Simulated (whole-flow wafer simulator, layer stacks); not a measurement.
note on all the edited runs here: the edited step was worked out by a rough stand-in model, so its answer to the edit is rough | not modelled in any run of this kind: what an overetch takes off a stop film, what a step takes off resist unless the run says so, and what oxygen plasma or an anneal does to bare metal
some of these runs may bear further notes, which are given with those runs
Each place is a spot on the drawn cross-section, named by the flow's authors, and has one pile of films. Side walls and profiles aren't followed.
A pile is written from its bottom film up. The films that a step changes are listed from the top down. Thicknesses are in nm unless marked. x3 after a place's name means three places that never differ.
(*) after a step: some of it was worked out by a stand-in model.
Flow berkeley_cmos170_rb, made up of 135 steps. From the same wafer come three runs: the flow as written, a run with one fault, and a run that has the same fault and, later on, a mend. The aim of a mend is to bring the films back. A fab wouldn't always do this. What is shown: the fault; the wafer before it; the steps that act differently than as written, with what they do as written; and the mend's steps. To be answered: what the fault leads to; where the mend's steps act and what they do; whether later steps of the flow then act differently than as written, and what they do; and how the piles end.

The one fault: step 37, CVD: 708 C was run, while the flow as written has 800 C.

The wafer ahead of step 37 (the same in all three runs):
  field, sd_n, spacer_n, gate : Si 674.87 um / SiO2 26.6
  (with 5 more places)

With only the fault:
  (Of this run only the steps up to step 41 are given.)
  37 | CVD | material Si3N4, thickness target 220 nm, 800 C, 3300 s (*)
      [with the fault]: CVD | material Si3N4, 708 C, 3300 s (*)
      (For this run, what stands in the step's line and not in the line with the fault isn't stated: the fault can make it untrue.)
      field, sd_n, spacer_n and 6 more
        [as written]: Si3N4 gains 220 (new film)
        [with the fault]: Si3N4 gains 42.9 (new film)
  Every later step of the flow up to step 41 that is run acts as written at every place that is followed.
  After step 41, at field, sd_n, spacer_n and 6 more, the piles differ from the flow's by more than 2% or 0.5 nm, whichever is larger.
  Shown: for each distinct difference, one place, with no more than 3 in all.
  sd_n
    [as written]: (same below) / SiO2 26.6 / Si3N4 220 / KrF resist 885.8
    [with the fault]: (same below) / SiO2 26.6 / Si3N4 42.9 / KrF resist 885.8
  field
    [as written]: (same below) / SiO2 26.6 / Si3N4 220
    [with the fault]: (same below) / SiO2 26.6 / Si3N4 42.9

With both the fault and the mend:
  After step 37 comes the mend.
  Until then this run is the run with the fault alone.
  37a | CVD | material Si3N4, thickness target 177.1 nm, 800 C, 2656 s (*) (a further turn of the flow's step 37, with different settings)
      field, sd_n, spacer_n and 6 more
        Si3N4 gains 177.1
  Every later step of the flow that is run acts as written at every place that is followed.
  The piles end the same as the flow's at every place that both follow.
